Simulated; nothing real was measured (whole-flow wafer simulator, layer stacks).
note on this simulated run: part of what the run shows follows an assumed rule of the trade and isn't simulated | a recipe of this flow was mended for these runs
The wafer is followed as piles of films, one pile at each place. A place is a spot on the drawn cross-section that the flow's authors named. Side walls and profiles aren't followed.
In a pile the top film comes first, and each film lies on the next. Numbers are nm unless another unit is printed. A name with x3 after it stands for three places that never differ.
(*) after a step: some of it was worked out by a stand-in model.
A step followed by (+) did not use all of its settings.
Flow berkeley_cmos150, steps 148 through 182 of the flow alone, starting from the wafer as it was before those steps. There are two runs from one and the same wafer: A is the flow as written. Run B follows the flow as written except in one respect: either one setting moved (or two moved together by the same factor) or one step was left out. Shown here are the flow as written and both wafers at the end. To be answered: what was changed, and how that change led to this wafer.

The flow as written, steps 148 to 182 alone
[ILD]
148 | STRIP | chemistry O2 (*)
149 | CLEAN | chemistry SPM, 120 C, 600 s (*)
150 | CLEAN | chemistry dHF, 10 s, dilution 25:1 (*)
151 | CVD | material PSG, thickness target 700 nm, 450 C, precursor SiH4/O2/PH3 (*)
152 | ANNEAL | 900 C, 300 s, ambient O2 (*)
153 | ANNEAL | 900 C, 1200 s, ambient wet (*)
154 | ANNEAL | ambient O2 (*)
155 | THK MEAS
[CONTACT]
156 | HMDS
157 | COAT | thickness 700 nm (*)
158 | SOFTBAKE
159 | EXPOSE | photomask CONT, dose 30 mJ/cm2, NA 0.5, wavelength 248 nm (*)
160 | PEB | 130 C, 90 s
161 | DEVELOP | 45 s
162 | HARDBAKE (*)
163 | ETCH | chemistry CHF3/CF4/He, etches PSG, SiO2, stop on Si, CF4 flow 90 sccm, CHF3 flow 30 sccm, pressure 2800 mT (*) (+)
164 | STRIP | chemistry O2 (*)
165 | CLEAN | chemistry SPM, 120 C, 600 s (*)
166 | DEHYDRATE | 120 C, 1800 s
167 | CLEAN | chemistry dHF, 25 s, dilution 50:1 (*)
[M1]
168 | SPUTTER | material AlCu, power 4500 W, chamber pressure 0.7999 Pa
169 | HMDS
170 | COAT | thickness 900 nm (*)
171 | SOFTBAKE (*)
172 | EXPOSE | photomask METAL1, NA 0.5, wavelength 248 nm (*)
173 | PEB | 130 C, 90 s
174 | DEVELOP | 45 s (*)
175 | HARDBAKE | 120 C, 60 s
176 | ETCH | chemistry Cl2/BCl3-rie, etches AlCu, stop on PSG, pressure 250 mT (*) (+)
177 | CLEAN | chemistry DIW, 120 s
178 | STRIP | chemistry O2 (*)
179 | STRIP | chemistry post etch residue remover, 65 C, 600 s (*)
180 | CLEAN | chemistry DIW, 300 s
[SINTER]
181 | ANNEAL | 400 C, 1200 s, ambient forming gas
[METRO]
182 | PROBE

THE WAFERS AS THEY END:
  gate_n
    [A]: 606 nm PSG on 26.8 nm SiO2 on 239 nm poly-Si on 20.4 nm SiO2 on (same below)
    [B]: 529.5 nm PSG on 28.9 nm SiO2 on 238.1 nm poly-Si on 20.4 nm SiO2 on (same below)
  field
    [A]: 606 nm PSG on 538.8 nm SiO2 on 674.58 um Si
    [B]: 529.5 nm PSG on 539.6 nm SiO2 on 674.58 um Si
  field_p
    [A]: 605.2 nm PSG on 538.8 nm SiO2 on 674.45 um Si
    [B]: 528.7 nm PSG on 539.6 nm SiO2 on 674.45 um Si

What caused this: step 151, CVD: thickness target 616 nm was run, whereas the flow has thickness target 700 nm; step 167, CLEAN: 22 s was run, where the flow has 25 s.

How this came from the change, step by step:
  151 | CVD | material PSG, thickness target 700 nm, 450 C, precursor SiH4/O2/PH3 (*)
      field, field_p, sd_n, gate_n, gate_p, contact, m1: A +700 PSG (new film) | B +616 PSG (new film)
      sd_p: A +639.5 PSG (new film) | B +564.9 PSG (new film)
  153 | ANNEAL | 900 C, 1200 s, ambient wet (*)
      sd_n, contact, m1: A -35 PSG, +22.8 SiO2, -10 Si | B -30.8 PSG, +24.3 SiO2, -10.7 Si
      field, field_p: A -35 PSG, +16.3 SiO2, -7.15 Si | B -30.8 PSG, +17 SiO2, -7.49 Si
      (and at 3 other places as well)
  163 | ETCH | chemistry CHF3/CF4/He, etches PSG, SiO2, stop on Si, CF4 flow 90 sccm, CHF3 flow 30 sccm, pressure 2800 mT (*) (+)
      field, field_p, sd_n, gate_n, sd_p, gate_p, m1: A -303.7 KrF-resist | B -275.7 KrF-resist
      contact: A -665 PSG (all of it), -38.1 SiO2 (all of it), -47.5 Si | B -585.2 PSG (all of it), -39.6 SiO2 (all of it), -47.5 Si
  164 | STRIP | chemistry O2 (*)
      field: A -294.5 KrF-resist (all of it) | B -321.7 KrF-resist (all of it)
      field_p: A -397.1 KrF-resist (all of it) | B -423 KrF-resist (all of it)
      (and at 5 other places as well)
  167 | CLEAN | chemistry dHF, 25 s, dilution 50:1 (*)
      field, field_p, sd_n, gate_n, sd_p, gate_p, m1: A -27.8 PSG | B -24.5 PSG
  168 | SPUTTER | material AlCu, power 4500 W, chamber pressure 0.7999 Pa
      contact: A +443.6 AlCu (new film) | B +460.7 AlCu (new film)
  170 | COAT | thickness 900 nm (*)
      contact: A +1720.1 thick-KrF-resist (new film) | B +1651 thick-KrF-resist (new film)
  175 | HARDBAKE | 120 C, 60 s
      contact: A -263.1 thick-KrF-resist | B -252.5 thick-KrF-resist
  178 | STRIP | chemistry O2 (*)
      contact: A -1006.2 thick-KrF-resist (all of it) | B -947.8 thick-KrF-resist (all of it)
